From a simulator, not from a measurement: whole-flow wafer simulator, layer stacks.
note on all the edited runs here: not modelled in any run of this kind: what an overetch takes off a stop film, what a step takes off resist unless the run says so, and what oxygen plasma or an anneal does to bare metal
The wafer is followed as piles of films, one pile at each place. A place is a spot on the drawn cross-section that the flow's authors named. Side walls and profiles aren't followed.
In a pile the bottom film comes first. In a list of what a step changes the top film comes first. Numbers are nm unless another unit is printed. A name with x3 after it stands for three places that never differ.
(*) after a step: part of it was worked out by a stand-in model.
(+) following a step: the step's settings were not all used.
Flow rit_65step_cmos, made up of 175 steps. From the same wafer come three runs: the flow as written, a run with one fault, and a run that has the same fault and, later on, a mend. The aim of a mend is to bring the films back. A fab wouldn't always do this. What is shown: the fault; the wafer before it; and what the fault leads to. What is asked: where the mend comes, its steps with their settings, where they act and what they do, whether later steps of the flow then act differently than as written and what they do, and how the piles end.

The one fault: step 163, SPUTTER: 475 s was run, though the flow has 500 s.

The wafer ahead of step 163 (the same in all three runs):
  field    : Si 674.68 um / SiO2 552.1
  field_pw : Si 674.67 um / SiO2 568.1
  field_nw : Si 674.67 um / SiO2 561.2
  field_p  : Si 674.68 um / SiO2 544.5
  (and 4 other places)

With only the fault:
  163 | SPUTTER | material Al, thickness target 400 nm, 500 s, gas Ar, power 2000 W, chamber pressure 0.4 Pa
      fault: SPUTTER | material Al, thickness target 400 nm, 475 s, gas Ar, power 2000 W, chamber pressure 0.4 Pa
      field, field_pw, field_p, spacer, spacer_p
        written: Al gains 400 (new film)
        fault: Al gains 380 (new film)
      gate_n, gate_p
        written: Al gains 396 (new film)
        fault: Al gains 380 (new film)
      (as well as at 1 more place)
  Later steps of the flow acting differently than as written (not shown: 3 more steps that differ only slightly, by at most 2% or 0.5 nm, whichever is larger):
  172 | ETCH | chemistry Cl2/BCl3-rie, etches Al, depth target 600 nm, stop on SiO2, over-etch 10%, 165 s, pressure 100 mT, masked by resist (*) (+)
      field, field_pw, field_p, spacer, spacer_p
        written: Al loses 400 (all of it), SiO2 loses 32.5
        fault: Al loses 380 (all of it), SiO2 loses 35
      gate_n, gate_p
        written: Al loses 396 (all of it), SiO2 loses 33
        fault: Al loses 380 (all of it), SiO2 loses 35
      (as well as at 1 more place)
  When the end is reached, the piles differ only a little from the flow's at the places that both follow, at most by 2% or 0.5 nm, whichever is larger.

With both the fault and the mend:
  The mend follows step 164.
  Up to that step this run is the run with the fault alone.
  164a | SPUTTER | material Al, thickness target 400 nm, 25 s, gas Ar, power 2000 W, chamber pressure 0.4 Pa (a further turn of the flow's step 163, with different settings)
      field, field_pw, field_nw, field_p, spacer, spacer_p
        Al gains 20
      gate_n, gate_p
        Al gains 19.4
  Every later step of the flow that is run acts as written, at every place that is followed, to within 2% or 0.5 nm, whichever is larger.
  When the end is reached, the piles differ only a little from the flow's at the places that both follow, at most by 2% or 0.5 nm, whichever is larger.
